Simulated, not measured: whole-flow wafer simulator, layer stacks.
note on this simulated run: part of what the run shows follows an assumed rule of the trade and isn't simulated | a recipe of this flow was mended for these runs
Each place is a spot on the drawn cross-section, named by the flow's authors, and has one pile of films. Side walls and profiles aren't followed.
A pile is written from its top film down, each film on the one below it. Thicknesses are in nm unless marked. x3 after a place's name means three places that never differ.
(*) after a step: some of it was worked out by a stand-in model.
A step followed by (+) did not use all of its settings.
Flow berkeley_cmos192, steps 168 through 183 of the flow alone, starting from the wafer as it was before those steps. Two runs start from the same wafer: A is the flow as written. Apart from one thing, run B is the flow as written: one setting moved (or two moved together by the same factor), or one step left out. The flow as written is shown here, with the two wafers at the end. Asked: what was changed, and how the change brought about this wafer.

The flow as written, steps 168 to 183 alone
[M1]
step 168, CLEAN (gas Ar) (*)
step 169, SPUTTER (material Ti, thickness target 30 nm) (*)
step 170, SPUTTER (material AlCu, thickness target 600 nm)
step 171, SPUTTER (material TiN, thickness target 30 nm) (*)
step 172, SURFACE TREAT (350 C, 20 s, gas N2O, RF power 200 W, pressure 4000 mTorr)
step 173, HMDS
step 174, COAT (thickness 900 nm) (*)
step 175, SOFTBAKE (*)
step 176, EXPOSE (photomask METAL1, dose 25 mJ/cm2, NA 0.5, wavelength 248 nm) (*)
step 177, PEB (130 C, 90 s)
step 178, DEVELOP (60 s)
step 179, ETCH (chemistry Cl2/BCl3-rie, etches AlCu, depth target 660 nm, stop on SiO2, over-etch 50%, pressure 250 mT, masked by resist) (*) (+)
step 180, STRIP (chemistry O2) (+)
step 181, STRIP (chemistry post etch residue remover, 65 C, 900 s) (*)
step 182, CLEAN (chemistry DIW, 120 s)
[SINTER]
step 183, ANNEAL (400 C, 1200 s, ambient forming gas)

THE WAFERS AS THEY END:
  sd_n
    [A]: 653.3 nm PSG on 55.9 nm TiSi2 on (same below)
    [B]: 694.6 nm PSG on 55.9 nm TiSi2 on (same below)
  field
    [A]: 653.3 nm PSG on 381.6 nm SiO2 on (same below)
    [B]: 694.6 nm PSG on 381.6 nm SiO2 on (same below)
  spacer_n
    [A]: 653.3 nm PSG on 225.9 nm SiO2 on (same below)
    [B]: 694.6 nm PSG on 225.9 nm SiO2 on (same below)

The reason: step 179, ETCH: depth target 440 nm was run, whereas the flow has depth target 660 nm.

How this came from the change, step by step:
  step 179, ETCH (chemistry Cl2/BCl3-rie, etches AlCu, depth target 660 nm, stop on SiO2, over-etch 50%, pressure 250 mT, masked by resist) (*) (+)
      field, sd_n, spacer_n, gate, spacer_p, gate_p: A -30 TiN (all of it), -600 AlCu (all of it), -30 Ti (all of it), -41.2 PSG | B -30 TiN (all of it), -600 AlCu (all of it), -30 Ti (all of it)
      contact, m1: A -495 KrF-resist | B -330 KrF-resist
      (as well as at 1 more place)
  step 180, STRIP (chemistry O2) (+)
      contact: A -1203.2 KrF-resist (all of it) | B -1368.2 KrF-resist (all of it)
      m1: A -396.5 KrF-resist (all of it) | B -561.5 KrF-resist (all of it)
